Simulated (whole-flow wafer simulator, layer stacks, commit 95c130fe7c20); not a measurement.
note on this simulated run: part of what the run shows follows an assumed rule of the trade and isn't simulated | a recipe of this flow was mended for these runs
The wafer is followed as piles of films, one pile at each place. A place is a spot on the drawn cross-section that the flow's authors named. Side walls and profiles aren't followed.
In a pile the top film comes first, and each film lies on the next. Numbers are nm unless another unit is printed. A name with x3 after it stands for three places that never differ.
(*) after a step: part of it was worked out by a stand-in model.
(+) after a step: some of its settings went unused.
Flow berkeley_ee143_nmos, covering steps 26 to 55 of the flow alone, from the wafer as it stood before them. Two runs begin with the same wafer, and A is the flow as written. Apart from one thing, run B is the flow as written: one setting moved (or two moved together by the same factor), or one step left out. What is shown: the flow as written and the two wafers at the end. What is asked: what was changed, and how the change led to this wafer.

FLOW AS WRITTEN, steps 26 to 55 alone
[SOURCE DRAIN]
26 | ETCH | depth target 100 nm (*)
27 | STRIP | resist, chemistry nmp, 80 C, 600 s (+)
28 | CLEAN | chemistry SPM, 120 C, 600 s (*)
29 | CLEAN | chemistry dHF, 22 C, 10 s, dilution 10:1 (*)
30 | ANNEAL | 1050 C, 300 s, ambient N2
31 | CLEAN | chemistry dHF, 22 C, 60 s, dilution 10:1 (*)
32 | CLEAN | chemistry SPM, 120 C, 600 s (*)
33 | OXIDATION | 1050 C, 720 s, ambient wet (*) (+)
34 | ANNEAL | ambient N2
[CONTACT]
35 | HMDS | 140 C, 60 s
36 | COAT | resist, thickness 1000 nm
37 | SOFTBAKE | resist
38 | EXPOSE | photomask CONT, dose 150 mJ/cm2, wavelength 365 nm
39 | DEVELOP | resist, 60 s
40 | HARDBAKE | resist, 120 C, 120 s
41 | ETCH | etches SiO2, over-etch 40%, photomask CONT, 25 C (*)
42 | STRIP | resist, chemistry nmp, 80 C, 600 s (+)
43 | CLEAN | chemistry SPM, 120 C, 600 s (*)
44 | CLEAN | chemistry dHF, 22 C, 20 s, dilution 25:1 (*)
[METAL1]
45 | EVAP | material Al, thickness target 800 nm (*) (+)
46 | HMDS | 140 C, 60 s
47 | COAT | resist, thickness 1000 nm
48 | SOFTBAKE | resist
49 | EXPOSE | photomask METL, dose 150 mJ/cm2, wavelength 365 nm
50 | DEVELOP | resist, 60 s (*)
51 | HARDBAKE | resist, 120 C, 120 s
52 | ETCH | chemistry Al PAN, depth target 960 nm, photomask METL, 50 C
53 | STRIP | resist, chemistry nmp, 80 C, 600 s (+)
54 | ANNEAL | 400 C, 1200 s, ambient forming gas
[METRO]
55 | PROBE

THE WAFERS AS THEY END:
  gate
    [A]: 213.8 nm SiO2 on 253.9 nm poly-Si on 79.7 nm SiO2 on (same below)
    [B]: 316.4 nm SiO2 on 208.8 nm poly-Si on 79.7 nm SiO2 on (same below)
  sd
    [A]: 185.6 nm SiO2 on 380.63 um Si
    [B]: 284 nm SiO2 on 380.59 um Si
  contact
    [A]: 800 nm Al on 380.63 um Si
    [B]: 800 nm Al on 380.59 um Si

Cause: step 33, OXIDATION: 1320 s was run, while the flow as written has 720 s.

The path from the change to this, step by step:
  33 | OXIDATION | 1050 C, 720 s, ambient wet (*) (+)
      sd, contact: A +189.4 SiO2 (new film), -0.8 chemical SiO2 (all of it), -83 Si | B +287.9 SiO2 (new film), -0.8 chemical SiO2 (all of it), -126.3 Si
      gate: A +217.6 SiO2 (new film), -0.8 chemical SiO2 (all of it), -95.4 poly-Si | B +320.2 SiO2 (new film), -0.8 chemical SiO2 (all of it), -140.5 poly-Si
      (and at 1 other place as well)
  40 | HARDBAKE | resist, 120 C, 120 s
      field: A -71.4 resist | B -72.9 resist
  41 | ETCH | etches SiO2, over-etch 40%, photomask CONT, 25 C (*)
      contact: A -189.4 SiO2 (all of it) | B -287.9 SiO2 (all of it)
  47 | COAT | resist, thickness 1000 nm
      contact: A +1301 resist (new film) | B +1371.5 resist (new film)
  51 | HARDBAKE | resist, 120 C, 120 s
      contact: A -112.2 resist | B -118.7 resist
  53 | STRIP | resist, chemistry nmp, 80 C, 600 s (+)
      contact: A -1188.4 resist (all of it) | B -1252.4 resist (all of it)
